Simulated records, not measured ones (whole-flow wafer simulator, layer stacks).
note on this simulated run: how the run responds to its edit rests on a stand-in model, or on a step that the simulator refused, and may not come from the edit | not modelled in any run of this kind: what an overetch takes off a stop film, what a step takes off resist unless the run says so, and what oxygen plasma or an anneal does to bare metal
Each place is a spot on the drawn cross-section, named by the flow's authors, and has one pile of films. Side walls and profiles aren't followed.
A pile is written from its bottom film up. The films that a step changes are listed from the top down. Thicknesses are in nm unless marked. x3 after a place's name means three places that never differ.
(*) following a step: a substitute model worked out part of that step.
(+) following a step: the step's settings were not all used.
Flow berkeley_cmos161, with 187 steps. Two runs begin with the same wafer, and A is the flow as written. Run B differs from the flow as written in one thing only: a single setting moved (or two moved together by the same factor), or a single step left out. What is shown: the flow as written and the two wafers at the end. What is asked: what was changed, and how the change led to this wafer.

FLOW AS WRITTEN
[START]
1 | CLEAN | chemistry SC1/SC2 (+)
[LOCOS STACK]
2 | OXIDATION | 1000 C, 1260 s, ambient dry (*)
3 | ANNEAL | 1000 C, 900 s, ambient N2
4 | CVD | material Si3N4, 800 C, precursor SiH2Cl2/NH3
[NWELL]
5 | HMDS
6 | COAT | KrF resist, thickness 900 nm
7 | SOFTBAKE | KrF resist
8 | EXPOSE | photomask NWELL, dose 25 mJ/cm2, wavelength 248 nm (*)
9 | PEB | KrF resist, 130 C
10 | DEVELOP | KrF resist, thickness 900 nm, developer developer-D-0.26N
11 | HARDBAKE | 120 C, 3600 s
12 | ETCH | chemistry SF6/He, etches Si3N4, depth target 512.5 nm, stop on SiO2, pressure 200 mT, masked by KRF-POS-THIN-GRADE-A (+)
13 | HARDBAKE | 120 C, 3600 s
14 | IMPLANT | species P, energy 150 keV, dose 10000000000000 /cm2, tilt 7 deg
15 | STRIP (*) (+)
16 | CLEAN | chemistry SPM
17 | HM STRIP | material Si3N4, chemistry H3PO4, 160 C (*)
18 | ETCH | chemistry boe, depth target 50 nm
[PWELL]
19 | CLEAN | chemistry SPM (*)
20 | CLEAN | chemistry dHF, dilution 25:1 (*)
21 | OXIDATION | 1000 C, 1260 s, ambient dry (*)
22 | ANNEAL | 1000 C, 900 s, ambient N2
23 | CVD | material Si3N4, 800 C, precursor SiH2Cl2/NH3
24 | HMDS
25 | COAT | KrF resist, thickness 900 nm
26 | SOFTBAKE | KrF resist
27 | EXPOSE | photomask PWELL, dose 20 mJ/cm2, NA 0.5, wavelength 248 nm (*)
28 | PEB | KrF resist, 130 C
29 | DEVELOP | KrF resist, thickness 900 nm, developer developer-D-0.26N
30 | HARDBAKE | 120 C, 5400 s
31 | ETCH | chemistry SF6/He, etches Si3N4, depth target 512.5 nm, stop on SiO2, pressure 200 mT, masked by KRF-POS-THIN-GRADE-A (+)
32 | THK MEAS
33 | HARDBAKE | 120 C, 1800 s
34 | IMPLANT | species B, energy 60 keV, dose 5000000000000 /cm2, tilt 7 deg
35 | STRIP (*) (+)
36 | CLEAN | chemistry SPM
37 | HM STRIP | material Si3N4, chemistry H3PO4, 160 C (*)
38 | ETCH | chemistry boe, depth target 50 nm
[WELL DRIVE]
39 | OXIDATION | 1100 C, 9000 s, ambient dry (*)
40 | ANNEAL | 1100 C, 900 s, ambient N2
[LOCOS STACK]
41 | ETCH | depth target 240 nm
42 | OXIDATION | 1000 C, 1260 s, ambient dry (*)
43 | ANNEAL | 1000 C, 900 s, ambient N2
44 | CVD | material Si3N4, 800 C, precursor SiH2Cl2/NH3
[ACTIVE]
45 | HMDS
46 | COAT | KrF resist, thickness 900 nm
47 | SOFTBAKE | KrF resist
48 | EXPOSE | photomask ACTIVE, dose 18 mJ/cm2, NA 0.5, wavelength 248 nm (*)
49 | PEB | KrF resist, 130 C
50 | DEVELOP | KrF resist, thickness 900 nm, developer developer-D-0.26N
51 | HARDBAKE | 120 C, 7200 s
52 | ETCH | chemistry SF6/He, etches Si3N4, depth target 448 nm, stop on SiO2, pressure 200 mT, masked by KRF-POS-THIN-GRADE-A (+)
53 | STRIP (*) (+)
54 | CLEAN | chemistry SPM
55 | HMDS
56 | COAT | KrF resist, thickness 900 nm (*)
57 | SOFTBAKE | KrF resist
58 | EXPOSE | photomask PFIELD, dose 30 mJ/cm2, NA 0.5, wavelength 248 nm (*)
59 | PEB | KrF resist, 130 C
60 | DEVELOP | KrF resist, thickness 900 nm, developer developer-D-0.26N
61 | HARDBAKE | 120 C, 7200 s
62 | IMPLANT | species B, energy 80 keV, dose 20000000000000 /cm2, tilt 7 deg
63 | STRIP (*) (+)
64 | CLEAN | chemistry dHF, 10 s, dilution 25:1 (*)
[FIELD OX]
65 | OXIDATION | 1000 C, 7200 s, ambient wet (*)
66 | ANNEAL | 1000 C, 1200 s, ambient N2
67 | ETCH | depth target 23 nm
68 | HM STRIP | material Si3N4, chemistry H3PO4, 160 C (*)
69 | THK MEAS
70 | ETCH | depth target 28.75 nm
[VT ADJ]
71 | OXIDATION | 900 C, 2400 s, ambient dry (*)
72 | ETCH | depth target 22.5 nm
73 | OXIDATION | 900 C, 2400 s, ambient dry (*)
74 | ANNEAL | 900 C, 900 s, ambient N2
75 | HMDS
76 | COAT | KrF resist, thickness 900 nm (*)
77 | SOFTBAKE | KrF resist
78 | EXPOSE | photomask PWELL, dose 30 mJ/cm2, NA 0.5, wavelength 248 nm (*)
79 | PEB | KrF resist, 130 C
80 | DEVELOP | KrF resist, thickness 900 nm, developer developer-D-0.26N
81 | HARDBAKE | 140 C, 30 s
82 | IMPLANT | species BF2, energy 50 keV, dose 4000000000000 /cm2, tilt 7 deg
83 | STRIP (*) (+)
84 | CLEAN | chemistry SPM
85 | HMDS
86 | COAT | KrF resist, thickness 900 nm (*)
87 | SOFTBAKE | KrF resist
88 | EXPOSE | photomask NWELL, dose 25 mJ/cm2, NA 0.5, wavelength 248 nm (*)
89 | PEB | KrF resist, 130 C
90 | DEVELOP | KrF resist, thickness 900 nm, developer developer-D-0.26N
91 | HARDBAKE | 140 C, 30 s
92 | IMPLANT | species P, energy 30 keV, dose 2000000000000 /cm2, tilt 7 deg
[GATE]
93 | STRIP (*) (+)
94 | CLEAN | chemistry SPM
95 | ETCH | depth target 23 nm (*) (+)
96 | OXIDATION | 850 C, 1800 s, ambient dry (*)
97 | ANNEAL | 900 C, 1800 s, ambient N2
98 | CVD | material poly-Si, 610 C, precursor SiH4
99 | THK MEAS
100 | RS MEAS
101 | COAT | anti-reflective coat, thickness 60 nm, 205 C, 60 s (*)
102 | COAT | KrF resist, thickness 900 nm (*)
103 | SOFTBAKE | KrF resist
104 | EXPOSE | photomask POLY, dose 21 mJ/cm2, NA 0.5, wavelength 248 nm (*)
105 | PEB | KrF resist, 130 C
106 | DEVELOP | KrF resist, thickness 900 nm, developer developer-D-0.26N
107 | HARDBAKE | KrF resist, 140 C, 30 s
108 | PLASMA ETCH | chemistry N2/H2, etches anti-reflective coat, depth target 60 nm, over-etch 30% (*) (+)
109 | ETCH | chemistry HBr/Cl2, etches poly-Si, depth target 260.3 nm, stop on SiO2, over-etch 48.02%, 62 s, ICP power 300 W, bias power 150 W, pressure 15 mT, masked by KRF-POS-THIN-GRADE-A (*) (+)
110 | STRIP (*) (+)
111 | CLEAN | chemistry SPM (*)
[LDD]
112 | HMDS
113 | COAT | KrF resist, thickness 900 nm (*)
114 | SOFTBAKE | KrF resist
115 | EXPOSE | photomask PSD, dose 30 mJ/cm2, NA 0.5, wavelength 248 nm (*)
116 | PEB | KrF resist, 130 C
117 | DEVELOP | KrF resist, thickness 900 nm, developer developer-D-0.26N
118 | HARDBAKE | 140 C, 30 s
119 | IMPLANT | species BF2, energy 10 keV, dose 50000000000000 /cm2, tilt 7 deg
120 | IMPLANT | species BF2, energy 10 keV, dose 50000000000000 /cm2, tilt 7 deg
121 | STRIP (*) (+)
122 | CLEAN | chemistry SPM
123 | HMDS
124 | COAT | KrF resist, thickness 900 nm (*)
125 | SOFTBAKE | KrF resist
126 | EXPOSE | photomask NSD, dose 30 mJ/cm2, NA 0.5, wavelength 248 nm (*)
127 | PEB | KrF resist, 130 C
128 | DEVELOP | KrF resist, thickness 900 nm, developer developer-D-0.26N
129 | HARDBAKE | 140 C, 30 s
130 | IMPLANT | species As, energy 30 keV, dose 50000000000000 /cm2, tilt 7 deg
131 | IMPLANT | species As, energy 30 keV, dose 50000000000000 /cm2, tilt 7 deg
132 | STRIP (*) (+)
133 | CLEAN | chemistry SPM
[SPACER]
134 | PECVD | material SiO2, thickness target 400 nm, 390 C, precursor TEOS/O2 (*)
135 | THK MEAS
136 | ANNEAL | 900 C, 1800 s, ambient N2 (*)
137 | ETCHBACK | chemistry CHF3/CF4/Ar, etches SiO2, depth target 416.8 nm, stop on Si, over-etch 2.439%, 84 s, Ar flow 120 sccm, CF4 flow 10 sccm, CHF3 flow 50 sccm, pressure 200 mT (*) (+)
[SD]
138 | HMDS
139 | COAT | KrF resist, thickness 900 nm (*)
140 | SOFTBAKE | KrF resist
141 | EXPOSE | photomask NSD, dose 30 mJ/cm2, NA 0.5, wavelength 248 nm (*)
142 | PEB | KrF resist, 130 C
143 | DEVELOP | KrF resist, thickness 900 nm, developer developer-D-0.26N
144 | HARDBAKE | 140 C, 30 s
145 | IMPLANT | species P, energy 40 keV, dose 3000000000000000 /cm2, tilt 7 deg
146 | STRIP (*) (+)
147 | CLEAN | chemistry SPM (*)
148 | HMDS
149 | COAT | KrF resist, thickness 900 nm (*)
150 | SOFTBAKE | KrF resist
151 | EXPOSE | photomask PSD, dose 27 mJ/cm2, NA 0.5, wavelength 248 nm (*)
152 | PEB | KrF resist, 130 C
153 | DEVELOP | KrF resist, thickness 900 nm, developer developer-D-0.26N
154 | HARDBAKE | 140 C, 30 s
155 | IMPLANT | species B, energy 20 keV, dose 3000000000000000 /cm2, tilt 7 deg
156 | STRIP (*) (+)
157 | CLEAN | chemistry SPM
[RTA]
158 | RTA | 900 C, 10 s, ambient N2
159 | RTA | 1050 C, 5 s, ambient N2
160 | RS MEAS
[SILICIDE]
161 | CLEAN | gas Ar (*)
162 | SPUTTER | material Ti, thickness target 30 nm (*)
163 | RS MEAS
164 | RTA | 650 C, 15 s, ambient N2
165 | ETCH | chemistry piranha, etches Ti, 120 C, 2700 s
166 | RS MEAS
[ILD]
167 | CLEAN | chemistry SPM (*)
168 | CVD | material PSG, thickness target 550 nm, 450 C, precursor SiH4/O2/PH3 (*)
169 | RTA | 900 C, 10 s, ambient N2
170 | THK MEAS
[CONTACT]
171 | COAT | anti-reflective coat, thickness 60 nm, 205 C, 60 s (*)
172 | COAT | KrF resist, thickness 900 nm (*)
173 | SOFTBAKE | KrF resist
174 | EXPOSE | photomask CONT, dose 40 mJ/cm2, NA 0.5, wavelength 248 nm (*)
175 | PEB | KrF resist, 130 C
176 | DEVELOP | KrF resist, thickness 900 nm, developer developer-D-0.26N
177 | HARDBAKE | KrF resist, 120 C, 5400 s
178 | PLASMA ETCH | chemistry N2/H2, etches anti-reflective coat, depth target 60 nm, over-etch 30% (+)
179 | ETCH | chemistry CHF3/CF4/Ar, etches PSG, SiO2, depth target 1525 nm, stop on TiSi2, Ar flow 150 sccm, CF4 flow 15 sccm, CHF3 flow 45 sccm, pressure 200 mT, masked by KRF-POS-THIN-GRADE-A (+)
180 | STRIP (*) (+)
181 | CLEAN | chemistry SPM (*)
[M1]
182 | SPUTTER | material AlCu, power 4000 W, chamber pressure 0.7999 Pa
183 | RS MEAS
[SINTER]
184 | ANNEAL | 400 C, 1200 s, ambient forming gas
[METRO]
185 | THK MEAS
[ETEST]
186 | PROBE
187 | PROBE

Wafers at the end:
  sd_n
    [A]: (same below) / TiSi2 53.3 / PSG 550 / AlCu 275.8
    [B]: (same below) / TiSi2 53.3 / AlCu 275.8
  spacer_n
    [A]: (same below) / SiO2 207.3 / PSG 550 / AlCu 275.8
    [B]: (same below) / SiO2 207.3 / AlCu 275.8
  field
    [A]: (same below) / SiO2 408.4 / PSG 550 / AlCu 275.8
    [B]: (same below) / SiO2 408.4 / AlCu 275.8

The reason: step 168, CVD: material PSG, thickness target 550 nm, 450 C, precursor SiH4/O2/PH3 (*), was omitted.

Step by step, how the change led to this:
  171 | COAT | anti-reflective coat, thickness 60 nm, 205 C, 60 s (*)
      field: A +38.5 anti-reflective coat (new film) | B +35.7 anti-reflective coat (new film)
      sd_n: A +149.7 anti-reflective coat (new film) | B +141.6 anti-reflective coat (new film)
      (as well as at 6 more places)
  178 | PLASMA ETCH | chemistry N2/H2, etches anti-reflective coat, depth target 60 nm, over-etch 30% (+)
      contact: A -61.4 anti-reflective coat (all of it), -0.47 PSG | B -56.7 anti-reflective coat (all of it)
      field, sd_n, spacer_n, gate_n, sd_p, spacer_p, gate_p, m1: A -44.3 KrF resist | B -40.9 KrF resist
  179 | ETCH | chemistry CHF3/CF4/Ar, etches PSG, SiO2, depth target 1525 nm, stop on TiSi2, Ar flow 150 sccm, CF4 flow 15 sccm, CHF3 flow 45 sccm, pressure 200 mT, masked by KRF-POS-THIN-GRADE-A (+)
      contact: A -549.5 PSG (all of it), -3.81 TiSi2 | B -26.1 TiSi2
      field, sd_n, spacer_n, gate_n, sd_p, spacer_p, gate_p, m1: A -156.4 KrF resist | B -137.5 KrF resist
  180 | STRIP (*) (+)
      field: A -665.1 KrF resist (all of it), -38.5 anti-reflective coat (all of it) | B -687.2 KrF resist (all of it), -35.7 anti-reflective coat (all of it)
      sd_n: A -692.5 KrF resist (all of it), -149.7 anti-reflective coat (all of it) | B -720.6 KrF resist (all of it), -141.6 anti-reflective coat (all of it)
      (as well as at 6 more places)
  182 | SPUTTER | material AlCu, power 4000 W, chamber pressure 0.7999 Pa
      sd_p: A +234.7 AlCu (new film) | B +247.6 AlCu (new film)
      contact: A +192.2 AlCu (new film) | B +275.8 AlCu (new film)
